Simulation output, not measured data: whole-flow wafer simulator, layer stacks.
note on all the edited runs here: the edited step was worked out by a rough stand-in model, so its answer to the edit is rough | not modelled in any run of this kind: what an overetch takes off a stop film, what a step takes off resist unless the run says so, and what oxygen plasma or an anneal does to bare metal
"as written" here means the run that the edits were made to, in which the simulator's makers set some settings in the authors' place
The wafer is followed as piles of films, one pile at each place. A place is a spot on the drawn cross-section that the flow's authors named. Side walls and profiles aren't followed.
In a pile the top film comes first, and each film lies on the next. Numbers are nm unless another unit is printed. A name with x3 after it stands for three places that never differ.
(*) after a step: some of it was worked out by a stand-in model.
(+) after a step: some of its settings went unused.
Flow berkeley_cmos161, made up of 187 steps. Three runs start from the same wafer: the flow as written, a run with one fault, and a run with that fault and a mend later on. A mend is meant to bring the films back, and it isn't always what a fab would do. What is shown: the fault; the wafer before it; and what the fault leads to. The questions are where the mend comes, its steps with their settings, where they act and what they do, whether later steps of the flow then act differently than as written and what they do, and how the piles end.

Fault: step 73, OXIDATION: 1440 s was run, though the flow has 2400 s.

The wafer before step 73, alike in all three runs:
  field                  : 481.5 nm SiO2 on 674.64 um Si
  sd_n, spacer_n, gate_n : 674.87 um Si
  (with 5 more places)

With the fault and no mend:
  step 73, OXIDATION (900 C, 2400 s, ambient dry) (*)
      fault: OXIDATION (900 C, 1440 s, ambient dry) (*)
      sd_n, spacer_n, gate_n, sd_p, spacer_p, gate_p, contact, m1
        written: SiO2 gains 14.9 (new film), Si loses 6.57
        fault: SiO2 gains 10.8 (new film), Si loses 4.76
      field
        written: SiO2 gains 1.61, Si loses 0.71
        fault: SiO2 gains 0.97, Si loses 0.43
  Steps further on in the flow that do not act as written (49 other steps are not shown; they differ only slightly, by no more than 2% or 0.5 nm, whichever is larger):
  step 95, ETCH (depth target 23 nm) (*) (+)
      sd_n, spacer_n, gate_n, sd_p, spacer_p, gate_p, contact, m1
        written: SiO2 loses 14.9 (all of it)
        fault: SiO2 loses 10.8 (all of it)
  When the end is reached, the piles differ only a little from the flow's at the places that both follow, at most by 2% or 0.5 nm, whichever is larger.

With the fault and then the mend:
  After step 73 comes the mend.
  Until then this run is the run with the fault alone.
  step 73a, OXIDATION (900 C, 960 s, ambient dry) (*) (the flow's step 73 again, with other settings)
      sd_n, spacer_n, gate_n, sd_p, spacer_p, gate_p, contact, m1
        SiO2 gains 4.11, Si loses 1.81
      field
        SiO2 gains 0.64, Si loses 0.28
  Later steps of the flow that are run all act as written at every place that is followed.
  The piles end the same as the flow's at every place that both follow.
